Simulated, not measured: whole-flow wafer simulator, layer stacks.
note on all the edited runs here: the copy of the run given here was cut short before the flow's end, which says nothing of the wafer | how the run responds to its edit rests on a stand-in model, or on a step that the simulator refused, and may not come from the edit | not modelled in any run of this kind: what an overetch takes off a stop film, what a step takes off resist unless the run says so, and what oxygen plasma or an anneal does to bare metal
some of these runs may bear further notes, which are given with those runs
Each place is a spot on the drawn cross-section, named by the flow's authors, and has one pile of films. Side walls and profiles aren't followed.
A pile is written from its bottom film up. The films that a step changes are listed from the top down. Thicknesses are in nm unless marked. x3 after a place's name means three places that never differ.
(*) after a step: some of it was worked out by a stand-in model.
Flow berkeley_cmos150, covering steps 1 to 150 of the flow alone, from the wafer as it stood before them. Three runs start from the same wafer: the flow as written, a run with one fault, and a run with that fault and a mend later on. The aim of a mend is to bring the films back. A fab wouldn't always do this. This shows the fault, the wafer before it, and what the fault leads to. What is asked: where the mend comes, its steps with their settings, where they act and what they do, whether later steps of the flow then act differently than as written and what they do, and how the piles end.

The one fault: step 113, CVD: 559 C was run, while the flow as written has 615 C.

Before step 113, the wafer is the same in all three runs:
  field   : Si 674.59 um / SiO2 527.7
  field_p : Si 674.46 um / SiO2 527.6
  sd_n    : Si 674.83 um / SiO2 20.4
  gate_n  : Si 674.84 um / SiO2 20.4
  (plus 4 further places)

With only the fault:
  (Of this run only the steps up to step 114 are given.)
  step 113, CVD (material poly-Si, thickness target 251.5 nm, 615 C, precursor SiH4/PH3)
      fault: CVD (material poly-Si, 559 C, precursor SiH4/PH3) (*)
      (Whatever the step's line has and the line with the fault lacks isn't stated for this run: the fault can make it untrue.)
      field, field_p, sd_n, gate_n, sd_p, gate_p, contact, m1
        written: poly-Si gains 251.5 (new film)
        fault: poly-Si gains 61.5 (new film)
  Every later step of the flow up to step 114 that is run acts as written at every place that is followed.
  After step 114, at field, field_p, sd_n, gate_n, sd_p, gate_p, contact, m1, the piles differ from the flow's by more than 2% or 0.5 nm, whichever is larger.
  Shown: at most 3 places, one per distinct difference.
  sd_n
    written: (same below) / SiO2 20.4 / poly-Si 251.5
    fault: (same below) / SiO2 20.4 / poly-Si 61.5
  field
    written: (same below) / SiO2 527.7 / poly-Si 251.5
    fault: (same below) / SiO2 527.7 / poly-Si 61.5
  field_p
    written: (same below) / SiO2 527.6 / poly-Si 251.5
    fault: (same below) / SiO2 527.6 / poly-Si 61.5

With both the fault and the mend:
  After step 113 comes the mend.
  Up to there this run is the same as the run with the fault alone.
  step 113a, CVD (material poly-Si, thickness target 190 nm, 615 C, precursor SiH4/PH3) (*) (the flow's step 113 again, with other settings)
      field, field_p, sd_n, gate_n, sd_p, gate_p, contact, m1
        poly-Si gains 190
  Every later step of the flow that is run acts as written, at every place that is followed, to within 2% or 0.5 nm, whichever is larger.
  At the end the piles are close to the flow's at the places that both follow, differing by at most 2% or 0.5 nm, whichever is larger.
